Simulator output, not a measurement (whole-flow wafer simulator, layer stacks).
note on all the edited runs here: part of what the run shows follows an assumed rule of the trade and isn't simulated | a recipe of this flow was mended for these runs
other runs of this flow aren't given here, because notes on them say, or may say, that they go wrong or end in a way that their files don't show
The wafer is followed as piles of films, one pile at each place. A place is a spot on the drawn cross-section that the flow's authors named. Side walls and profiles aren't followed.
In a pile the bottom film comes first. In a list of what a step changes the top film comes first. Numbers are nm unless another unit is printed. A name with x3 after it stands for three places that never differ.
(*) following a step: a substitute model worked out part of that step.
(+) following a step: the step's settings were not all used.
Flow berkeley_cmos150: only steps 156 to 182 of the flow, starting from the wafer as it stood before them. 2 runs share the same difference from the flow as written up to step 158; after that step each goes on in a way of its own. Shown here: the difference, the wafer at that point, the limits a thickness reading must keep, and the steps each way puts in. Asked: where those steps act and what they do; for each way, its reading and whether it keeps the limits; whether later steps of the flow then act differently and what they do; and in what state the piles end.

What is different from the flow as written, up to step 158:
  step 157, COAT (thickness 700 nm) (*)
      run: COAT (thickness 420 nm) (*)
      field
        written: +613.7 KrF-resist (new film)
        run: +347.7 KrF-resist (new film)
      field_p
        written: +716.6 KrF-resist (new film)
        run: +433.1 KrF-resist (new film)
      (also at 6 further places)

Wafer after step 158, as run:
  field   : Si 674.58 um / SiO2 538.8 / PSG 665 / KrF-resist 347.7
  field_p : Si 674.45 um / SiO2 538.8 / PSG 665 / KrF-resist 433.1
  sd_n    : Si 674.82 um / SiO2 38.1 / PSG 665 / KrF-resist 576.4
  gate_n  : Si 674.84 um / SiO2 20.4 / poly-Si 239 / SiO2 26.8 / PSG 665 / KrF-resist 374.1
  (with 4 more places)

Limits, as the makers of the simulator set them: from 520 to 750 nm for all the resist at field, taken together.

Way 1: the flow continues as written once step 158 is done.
  After step 158, the reading is 347.7 nm, outside the limits.
  Steps later in the flow that act otherwise than as written (not shown: 3 more steps that differ only slightly, by at most 2% or 0.5 nm, whichever is larger):
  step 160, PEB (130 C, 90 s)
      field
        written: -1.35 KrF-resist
        way: -0.7 KrF-resist
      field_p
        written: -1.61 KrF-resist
        way: -0.89 KrF-resist
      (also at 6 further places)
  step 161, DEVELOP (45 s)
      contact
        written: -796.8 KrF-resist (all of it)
        way: -501.9 KrF-resist (all of it)
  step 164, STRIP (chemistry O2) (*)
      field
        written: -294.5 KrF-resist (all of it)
        way: -29.1 KrF-resist (all of it)
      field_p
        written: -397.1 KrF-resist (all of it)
        way: -114.4 KrF-resist (all of it)
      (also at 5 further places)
  By the end, the piles equal the flow's at every place that both follow.

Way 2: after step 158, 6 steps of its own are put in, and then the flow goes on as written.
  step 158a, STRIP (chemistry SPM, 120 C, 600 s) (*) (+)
      field
        -347.7 KrF-resist (all of it)
      field_p
        -433.1 KrF-resist (all of it)
      sd_n
        -576.4 KrF-resist (all of it)
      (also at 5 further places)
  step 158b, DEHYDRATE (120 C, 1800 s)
      does not change any film at any place that is followed
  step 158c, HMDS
      does not change any film at any place that is followed
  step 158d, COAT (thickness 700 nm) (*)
      field
        +613.7 KrF-resist (new film)
      field_p
        +716.6 KrF-resist (new film)
      sd_n
        +855.5 KrF-resist (new film)
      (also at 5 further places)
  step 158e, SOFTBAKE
      does not change any film at any place that is followed
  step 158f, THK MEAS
      does not change any film at any place that is followed
  After step 158f, the reading is 613.7 nm, within the limits.
  None of the later steps of the flow acts differently than as written at any place that is followed.
  By the end, the piles equal the flow's at every place that both follow.

Inside the limits: way 2. Outside the limits: way 1.
